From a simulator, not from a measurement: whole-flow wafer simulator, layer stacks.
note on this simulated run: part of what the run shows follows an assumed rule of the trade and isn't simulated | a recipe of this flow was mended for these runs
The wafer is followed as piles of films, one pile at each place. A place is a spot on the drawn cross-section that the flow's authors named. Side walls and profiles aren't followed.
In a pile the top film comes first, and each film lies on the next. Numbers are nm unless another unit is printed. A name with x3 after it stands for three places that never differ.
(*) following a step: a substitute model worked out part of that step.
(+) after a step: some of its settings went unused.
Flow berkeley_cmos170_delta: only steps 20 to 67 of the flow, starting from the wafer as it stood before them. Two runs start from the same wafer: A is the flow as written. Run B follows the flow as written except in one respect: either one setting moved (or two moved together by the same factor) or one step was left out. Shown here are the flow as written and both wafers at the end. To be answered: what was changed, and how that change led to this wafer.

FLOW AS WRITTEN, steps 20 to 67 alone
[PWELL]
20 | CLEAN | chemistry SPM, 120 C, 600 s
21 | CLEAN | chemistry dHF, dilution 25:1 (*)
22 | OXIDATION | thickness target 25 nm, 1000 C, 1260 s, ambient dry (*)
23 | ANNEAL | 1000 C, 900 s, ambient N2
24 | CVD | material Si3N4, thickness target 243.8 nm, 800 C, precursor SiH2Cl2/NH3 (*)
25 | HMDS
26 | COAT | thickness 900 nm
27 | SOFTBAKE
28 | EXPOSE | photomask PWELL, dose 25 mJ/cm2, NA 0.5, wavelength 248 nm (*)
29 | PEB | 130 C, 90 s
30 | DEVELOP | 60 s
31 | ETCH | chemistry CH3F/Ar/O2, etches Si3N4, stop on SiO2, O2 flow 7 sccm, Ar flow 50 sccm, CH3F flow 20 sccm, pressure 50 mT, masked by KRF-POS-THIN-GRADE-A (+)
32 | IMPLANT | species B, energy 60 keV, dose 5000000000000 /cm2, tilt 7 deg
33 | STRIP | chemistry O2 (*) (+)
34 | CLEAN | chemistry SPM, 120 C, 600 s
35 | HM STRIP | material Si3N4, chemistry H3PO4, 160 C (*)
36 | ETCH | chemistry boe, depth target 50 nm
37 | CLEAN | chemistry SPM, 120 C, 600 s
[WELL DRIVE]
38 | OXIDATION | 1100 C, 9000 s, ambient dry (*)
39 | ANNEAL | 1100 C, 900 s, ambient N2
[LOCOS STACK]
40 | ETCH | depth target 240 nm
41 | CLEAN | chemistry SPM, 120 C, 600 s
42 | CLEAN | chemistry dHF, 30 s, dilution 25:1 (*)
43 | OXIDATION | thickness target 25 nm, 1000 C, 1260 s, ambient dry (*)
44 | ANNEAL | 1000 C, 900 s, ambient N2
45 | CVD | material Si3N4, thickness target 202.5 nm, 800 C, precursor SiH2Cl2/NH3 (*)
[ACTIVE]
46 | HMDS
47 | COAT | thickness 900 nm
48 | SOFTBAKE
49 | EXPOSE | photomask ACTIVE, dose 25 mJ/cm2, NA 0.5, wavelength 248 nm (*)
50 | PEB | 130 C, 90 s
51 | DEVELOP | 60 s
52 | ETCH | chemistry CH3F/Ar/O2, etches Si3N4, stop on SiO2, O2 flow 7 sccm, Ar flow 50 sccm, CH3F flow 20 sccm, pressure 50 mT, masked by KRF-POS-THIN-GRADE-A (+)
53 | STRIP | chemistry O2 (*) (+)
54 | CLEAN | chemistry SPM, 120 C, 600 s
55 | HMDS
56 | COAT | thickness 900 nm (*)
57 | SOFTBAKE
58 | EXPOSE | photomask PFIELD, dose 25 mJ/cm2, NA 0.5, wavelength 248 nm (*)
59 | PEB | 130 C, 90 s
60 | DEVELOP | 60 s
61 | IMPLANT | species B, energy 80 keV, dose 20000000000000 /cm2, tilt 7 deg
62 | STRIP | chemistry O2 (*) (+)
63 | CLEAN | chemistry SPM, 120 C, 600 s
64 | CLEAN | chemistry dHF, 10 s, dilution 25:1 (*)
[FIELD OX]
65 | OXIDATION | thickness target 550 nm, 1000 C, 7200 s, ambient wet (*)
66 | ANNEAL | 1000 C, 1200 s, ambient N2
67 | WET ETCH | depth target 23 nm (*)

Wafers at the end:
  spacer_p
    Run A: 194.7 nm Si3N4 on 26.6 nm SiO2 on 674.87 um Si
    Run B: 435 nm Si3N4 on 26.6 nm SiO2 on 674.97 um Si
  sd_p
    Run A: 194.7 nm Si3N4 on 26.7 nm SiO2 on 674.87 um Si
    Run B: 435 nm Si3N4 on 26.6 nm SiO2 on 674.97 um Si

What caused this: step 35, HM STRIP: material Si3N4, chemistry H3PO4, 160 C (*), was skipped.

Step by step, how the change led to this:
  36 | ETCH | chemistry boe, depth target 50 nm
      sd_p, spacer_p, gate_p: A SiO2 loses 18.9 (all of it) | B Si3N4 loses 0.5
      field, sd_n, spacer_n, gate, contact, m1: A SiO2 loses 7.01 (all of it) | B SiO2 loses 22.5 (all of it)
  37 | CLEAN | chemistry SPM, 120 C, 600 s
      sd_p, spacer_p, gate_p: A chemical SiO2 gains 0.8 (new film), Si loses 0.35 | B nothing
  38 | OXIDATION | 1100 C, 9000 s, ambient dry (*)
      sd_p, spacer_p, gate_p: A SiO2 gains 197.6 (new film), chemical SiO2 loses 0.8 (all of it), Si loses 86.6 | B nothing
  40 | ETCH | depth target 240 nm
      sd_p, spacer_p, gate_p: A SiO2 loses 197.6 (all of it) | B Si3N4 loses 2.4
  41 | CLEAN | chemistry SPM, 120 C, 600 s
      sd_p, spacer_p, gate_p: A chemical SiO2 gains 0.8 (new film), Si loses 0.35 | B nothing
  42 | CLEAN | chemistry dHF, 30 s, dilution 25:1 (*)
      sd_p, spacer_p, gate_p: A chemical SiO2 loses 0.8 (all of it) | B Si3N4 loses 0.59
  43 | OXIDATION | thickness target 25 nm, 1000 C, 1260 s, ambient dry (*)
      sd_p, spacer_p, gate_p: A SiO2 gains 26.6 (new film), Si loses 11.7 | B nothing
  45 | CVD | material Si3N4, thickness target 202.5 nm, 800 C, precursor SiH2Cl2/NH3 (*)
      sd_p, spacer_p, gate_p: A Si3N4 gains 202.5 (new film) | B Si3N4 gains 202.5
  47 | COAT | thickness 900 nm
      sd_n: A KrF-resist gains 900 (new film) | B KrF-resist gains 918.4 (new film)
      sd_p: A KrF-resist gains 900 (new film) | B KrF-resist gains 737.3 (new film)
      (as well as at 2 more places)
  53 | STRIP | chemistry O2 (*) (+)
      sd_n: A KrF-resist loses 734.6 (all of it) | B KrF-resist loses 752.9 (all of it)
      sd_p: A KrF-resist loses 734.6 (all of it) | B KrF-resist loses 572.3 (all of it)
      (as well as at 2 more places)
  56 | COAT | thickness 900 nm (*)
      sd_p: A KrF-resist gains 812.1 (new film) | B KrF-resist gains 662.4 (new film)
      spacer_p: A KrF-resist gains 828.5 (new film) | B KrF-resist gains 708.3 (new film)
      (as well as at 1 more place)
  62 | STRIP | chemistry O2 (*) (+)
      sd_p: A KrF-resist loses 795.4 (all of it) | B KrF-resist loses 646.1 (all of it)
      spacer_p: A KrF-resist loses 811.8 (all of it) | B KrF-resist loses 691.9 (all of it)
      (as well as at 1 more place)
  65 | OXIDATION | thickness target 550 nm, 1000 C, 7200 s, ambient wet (*)
      sd_p: A SiO2 gains 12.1 (new film), Si3N4 loses 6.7, SiO2 gains 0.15, Si loses 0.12 | B SiO2 gains 12.1 (new film), Si3N4 loses 6.7
